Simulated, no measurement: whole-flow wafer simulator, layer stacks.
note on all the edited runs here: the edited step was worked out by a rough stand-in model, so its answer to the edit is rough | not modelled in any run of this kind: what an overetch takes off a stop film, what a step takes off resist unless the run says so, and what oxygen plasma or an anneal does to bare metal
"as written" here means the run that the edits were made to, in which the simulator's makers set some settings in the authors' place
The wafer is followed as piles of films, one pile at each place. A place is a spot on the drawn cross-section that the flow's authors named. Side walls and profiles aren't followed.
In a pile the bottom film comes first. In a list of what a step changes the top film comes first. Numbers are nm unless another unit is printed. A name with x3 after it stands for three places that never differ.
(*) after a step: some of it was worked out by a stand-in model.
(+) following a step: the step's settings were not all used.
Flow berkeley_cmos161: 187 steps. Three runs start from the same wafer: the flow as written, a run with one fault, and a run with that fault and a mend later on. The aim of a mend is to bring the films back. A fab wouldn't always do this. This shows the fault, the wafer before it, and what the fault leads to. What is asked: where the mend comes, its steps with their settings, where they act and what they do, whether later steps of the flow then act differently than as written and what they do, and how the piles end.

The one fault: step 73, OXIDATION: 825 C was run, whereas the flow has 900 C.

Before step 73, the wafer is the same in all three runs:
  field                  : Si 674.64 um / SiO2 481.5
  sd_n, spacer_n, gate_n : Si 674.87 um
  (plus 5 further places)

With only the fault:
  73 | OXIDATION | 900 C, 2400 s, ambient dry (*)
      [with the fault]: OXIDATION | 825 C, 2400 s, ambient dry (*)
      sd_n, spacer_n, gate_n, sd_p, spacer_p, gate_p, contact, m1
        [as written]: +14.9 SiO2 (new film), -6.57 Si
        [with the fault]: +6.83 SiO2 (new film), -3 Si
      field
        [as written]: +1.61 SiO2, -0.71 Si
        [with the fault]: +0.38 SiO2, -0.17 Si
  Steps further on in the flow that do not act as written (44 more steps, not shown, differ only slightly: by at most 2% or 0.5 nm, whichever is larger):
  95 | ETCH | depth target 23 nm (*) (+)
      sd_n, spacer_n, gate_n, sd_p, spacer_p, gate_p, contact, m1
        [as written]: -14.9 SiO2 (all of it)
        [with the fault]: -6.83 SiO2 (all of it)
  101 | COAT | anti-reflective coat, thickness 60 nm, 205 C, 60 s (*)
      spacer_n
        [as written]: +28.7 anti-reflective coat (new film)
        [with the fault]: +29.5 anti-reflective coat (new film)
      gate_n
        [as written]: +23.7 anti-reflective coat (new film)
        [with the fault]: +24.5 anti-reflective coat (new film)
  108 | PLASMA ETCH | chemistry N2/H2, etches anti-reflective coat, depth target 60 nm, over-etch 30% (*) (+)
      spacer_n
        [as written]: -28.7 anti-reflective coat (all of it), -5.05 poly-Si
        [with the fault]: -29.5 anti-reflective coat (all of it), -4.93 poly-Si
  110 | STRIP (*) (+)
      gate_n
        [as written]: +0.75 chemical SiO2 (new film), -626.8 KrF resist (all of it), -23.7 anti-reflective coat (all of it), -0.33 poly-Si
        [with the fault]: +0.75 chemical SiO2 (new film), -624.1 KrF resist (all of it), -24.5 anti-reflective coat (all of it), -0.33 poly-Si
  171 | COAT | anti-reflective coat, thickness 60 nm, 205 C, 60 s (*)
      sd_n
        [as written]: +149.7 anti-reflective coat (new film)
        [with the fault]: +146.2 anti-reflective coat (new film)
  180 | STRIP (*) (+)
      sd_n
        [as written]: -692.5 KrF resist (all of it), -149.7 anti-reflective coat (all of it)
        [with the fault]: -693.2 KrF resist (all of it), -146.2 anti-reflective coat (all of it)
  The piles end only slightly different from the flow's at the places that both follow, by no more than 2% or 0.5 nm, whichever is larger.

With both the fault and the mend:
  The mend follows step 81.
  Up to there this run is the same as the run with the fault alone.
  81a | STRIP (*) (+)
      sd_p
        -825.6 KrF resist (all of it)
      spacer_p
        -807.6 KrF resist (all of it)
      gate_p
        -806.5 KrF resist (all of it)
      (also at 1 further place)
  81b | CLEAN | chemistry SPM
      alters no film at any place that is followed
  81c | OXIDATION | 900 C, 1695 s, ambient dry (*) (the flow's step 73 again, with other settings)
      sd_n, spacer_n, gate_n, sd_p, spacer_p, gate_p, contact, m1
        +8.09 SiO2, -3.56 Si
      field
        +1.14 SiO2, -0.5 Si
  81d | HMDS (the flow's step 75 again)
      alters no film at any place that is followed
  81e | COAT | KrF resist, thickness 900 nm (*) (the flow's step 76 again)
      field
        +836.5 KrF resist (new film)
      sd_n
        +1024.4 KrF resist (new film)
      spacer_n
        +984.7 KrF resist (new film)
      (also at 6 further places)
  81f | SOFTBAKE | KrF resist (the flow's step 77 again)
      alters no film at any place that is followed
  81g | EXPOSE | photomask PWELL, dose 30 mJ/cm2, NA 0.5, wavelength 248 nm (*) (the flow's step 78 again)
      alters no film at any place that is followed
  81h | PEB | KrF resist, 130 C (the flow's step 79 again)
      sd_n, m1
        -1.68 KrF resist
      spacer_n, gate_n
        -1.61 KrF resist
      spacer_p, gate_p
        -1.6 KrF resist
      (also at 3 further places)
  81i | DEVELOP | KrF resist, thickness 900 nm, developer developer-D-0.26N (the flow's step 80 again)
      sd_p, spacer_p, gate_p, m1
        -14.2 KrF resist
      field
        -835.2 KrF resist (all of it)
      sd_n
        -1022.8 KrF resist (all of it)
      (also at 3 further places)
  81j | HARDBAKE | 140 C, 30 s (the flow's step 81 again)
      sd_p
        -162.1 KrF resist
      spacer_p
        -158.7 KrF resist
      gate_p
        -158.5 KrF resist
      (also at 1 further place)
  Later steps of the flow that are run all act as written at every place that is followed, up to a difference of at most 2% or 0.5 nm, whichever is larger.
  The piles end only slightly different from the flow's at the places that both follow, by no more than 2% or 0.5 nm, whichever is larger.
